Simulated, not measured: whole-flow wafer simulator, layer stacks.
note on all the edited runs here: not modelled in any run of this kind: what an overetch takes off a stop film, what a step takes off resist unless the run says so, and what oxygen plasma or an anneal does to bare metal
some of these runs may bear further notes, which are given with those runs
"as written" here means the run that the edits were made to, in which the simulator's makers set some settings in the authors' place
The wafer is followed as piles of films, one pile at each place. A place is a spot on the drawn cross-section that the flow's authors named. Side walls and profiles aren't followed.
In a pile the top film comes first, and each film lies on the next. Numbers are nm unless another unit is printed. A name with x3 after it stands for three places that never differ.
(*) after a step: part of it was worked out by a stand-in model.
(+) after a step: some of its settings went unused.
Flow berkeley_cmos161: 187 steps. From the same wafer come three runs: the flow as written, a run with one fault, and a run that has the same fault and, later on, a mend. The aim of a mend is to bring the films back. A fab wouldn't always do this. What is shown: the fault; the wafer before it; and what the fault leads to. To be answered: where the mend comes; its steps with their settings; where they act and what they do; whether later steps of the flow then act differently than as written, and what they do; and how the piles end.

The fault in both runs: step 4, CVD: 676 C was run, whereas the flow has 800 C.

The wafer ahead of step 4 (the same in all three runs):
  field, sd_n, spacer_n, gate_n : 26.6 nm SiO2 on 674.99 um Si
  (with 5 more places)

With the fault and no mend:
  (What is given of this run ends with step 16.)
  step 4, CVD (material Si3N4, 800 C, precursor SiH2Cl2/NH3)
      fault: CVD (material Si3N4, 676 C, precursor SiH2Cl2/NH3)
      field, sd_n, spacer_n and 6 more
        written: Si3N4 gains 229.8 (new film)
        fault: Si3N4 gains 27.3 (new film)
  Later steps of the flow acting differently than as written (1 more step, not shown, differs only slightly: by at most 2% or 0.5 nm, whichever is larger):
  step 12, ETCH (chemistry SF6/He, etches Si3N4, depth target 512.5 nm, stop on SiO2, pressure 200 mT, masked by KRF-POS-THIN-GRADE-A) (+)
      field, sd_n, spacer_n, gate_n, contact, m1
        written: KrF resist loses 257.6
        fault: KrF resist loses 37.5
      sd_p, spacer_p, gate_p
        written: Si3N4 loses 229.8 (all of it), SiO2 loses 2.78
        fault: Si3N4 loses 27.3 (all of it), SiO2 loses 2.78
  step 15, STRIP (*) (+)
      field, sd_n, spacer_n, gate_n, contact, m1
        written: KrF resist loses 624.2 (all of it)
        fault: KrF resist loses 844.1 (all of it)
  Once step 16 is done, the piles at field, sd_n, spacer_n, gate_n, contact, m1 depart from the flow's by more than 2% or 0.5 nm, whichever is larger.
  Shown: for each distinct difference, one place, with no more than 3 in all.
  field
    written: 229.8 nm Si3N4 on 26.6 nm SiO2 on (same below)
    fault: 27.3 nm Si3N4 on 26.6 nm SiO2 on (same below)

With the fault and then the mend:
  The mend stands after step 4.
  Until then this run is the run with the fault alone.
  step 4a, CVD (material Si3N4, 800 C, precursor SiH2Cl2/NH3) (the flow's step 4, run once more with other settings, which are not printed)
      field, sd_n, spacer_n and 6 more
        Si3N4 gains 202.5
  Later steps of the flow that are run all act as written at every place that is followed.
  At every place that both follow, the piles at the end match the flow's.
